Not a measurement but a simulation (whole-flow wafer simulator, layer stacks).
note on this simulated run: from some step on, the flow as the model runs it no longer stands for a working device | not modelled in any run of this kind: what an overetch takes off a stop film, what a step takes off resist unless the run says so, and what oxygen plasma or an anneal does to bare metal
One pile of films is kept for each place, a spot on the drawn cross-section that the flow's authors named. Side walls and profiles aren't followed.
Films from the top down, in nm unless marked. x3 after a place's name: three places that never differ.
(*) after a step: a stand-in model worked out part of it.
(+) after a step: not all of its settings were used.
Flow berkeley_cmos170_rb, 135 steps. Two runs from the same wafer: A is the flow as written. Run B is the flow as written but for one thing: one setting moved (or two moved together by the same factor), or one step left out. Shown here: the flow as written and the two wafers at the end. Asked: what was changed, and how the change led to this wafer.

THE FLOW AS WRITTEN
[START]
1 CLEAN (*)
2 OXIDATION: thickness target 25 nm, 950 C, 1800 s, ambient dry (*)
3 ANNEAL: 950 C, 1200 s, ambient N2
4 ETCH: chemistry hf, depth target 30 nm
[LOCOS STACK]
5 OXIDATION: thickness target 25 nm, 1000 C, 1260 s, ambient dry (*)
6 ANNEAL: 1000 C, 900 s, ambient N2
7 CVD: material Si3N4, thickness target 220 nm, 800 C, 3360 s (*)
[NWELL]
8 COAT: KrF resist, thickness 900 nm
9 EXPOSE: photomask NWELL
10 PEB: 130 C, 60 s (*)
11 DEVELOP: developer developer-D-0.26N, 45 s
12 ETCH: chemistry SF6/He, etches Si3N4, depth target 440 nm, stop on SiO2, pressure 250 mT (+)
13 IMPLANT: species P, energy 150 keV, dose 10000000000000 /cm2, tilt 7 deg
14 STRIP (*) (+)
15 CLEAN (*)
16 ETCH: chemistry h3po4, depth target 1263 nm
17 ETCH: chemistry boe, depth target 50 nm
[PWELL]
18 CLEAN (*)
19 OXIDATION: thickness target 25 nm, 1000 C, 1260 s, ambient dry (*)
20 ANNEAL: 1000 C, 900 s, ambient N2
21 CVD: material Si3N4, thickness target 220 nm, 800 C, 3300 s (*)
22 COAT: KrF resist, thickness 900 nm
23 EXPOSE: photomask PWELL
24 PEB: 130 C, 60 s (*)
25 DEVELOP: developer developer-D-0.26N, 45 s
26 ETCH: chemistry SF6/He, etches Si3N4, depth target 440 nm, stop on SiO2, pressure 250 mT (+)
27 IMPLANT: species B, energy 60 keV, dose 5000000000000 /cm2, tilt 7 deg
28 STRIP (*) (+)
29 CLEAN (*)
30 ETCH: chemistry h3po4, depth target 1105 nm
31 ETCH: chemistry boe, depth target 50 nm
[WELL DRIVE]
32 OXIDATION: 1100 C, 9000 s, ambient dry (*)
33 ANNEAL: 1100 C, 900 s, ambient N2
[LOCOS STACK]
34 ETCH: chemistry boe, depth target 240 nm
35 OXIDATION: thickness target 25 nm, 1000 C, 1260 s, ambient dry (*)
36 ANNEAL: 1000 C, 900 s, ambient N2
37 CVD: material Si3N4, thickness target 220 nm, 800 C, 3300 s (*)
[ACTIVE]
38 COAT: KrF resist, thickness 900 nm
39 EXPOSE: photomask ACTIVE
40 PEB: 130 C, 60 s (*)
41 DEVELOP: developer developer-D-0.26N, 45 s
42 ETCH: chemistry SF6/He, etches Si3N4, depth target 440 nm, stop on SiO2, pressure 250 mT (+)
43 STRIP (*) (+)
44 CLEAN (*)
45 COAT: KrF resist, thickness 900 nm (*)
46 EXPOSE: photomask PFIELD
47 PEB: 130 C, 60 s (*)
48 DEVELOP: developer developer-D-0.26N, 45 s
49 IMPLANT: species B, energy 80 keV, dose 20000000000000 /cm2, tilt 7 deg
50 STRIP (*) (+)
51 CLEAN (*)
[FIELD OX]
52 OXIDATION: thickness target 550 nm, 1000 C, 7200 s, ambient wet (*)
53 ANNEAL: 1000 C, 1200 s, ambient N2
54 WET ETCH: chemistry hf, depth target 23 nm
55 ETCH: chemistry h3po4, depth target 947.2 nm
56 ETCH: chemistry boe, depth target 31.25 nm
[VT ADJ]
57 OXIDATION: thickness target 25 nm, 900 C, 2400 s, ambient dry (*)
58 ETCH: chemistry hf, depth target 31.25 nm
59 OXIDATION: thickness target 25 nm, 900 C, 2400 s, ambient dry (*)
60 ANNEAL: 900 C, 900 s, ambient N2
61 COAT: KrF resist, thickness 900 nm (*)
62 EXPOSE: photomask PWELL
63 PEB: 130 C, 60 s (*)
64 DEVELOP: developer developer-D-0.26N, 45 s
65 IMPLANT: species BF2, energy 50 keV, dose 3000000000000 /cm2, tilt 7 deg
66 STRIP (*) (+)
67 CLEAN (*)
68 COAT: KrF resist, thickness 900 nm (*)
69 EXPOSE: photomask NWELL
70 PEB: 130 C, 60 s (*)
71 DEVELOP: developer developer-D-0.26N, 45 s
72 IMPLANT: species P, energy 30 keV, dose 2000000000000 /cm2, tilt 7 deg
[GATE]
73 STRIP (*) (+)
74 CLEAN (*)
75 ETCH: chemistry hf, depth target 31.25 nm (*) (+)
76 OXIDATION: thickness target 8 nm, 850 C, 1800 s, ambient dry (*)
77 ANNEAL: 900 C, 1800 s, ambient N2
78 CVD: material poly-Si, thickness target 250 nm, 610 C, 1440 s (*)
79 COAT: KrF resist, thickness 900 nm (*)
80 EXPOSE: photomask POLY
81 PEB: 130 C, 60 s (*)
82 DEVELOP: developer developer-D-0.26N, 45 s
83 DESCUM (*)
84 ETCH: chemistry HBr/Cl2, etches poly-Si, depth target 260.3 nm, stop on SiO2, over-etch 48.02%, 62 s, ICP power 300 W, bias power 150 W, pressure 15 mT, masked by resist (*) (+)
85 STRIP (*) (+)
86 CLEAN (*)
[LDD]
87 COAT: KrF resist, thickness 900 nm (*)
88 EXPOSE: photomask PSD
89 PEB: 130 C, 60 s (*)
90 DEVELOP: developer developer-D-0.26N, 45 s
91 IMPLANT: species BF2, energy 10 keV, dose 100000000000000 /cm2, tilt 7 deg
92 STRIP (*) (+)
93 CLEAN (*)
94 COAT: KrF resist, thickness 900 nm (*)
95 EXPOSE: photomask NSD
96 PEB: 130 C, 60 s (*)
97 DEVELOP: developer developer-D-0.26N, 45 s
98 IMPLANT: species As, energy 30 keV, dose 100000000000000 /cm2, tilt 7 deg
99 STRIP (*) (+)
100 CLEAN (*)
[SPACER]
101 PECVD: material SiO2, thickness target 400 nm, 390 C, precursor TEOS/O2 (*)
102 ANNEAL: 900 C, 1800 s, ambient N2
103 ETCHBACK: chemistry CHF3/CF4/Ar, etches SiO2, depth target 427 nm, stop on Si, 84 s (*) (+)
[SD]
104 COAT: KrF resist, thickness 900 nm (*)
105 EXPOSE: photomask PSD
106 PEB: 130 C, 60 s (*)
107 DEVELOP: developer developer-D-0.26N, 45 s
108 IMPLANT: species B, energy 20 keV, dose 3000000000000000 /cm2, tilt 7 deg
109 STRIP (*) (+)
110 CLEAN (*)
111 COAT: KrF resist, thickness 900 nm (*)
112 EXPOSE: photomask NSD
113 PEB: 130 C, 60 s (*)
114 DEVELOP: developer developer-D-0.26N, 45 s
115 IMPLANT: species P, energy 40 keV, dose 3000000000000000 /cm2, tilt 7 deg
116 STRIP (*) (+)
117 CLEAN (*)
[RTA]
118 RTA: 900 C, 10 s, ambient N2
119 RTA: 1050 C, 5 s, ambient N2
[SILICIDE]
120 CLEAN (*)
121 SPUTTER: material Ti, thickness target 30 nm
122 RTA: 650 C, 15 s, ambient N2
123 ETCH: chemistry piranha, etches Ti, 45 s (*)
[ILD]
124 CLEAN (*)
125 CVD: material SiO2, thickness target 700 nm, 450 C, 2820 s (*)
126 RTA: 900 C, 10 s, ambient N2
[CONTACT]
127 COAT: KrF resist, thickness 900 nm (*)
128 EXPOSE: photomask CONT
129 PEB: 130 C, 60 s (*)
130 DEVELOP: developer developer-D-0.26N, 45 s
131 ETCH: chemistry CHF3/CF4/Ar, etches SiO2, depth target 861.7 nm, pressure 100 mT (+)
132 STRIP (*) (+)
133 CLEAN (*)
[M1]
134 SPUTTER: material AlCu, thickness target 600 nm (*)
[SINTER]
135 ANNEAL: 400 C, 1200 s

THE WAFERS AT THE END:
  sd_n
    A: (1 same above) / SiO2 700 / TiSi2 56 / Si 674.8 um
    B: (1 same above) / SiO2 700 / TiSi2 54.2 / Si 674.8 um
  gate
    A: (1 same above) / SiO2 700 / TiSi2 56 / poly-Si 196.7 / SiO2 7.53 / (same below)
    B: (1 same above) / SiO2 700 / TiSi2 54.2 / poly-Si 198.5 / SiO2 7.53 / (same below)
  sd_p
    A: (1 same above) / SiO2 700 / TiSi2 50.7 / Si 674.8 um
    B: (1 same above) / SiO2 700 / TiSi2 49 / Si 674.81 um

The cause: step 121, SPUTTER: thickness target 29 nm was run, where the flow has thickness target 30 nm.

How the change led to this, step by step:
  121 SPUTTER: material Ti, thickness target 30 nm
      field, sd_n, spacer_n, gate, spacer_p, gate_p, contact, m1: A Ti +30 (new film) | B Ti +29 (new film)
      sd_p: A Ti +27.1 (new film) | B Ti +26.2 (new film)
  122 RTA: 650 C, 15 s, ambient N2
      sd_p: A Ti -21.1, TiSi first +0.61 (new film), TiSi2 C49 +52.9 (new film), Si -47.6 | B Ti -20.4, TiSi2 C49 +52 (new film), Si -46.4
      sd_n, contact, m1: A Ti -23.4, TiSi first +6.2 (new film), TiSi2 C49 +50.3 (new film), Si -49 | B Ti -22.6, TiSi first +4.23 (new film), TiSi2 C49 +51.2 (new film), Si -48.5
      (and at 2 more places)
  123 ETCH: chemistry piranha, etches Ti, 45 s (*)
      field, spacer_n, spacer_p: A Ti -30 (all of it) | B Ti -29 (all of it)
  126 RTA: 900 C, 10 s, ambient N2
      sd_p: A under 1 film: TiSi2 +50.7 (new film), TiSi first -0.61 (all of it), TiSi2 C49 -52.9 (all of it), Si -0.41 | B under 1 film: TiSi2 +49 (new film), TiSi2 C49 -52 (all of it)
      sd_n, contact, m1: A under 1 film: TiSi2 +56 (new film), TiSi first -6.2 (all of it), TiSi2 C49 -50.3 (all of it), Si -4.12 | B under 1 film: TiSi2 +54.2 (new film), TiSi first -4.23 (all of it), TiSi2 C49 -51.2 (all of it), Si -2.81
      (and at 2 more places)
